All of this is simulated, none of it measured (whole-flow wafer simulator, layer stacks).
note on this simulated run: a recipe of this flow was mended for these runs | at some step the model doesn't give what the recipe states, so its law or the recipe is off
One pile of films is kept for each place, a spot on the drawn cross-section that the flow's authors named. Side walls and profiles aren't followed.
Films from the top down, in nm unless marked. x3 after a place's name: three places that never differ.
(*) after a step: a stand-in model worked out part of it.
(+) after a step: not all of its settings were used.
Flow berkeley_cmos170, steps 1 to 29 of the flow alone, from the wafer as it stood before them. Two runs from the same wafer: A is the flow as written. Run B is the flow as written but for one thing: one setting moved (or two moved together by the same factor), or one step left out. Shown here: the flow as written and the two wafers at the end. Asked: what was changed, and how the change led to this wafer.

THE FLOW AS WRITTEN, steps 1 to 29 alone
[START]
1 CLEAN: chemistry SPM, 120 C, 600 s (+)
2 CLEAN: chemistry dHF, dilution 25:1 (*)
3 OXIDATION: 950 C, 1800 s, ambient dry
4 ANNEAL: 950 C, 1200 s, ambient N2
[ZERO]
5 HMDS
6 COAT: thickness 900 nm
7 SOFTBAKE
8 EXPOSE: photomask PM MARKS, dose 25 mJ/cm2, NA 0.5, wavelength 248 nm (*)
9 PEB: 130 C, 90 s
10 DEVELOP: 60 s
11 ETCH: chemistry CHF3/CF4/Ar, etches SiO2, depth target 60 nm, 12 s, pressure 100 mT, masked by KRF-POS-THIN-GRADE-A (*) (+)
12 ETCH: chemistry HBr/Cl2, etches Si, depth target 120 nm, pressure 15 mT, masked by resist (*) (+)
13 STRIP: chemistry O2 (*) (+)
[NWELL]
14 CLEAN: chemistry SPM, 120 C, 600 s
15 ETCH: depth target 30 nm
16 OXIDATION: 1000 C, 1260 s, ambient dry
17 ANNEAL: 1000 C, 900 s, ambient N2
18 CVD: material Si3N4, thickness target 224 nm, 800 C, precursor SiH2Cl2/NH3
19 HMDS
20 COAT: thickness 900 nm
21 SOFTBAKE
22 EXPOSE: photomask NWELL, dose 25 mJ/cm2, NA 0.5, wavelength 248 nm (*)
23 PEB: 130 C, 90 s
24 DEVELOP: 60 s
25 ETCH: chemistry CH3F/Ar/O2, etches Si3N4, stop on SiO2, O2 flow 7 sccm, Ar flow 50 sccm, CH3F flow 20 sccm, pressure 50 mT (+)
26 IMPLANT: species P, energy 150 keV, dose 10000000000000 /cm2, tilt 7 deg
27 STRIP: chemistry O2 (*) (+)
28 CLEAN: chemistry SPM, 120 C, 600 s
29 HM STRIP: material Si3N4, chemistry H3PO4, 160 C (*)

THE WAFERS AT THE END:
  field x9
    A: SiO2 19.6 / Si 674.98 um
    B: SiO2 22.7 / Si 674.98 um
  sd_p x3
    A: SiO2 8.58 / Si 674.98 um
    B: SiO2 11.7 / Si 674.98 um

The cause: step 15, ETCH: depth target 10 nm was run, where the flow has depth target 30 nm.

How the change led to this, step by step:
  15 ETCH: depth target 30 nm
      field x9, sd_p x3: A SiO2 -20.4 (all of it) | B SiO2 -10
  16 OXIDATION: 1000 C, 1260 s, ambient dry
      field x9, sd_p x3: A SiO2 +26.6 (new film), Si -11.7 | B SiO2 +19.3, Si -8.47
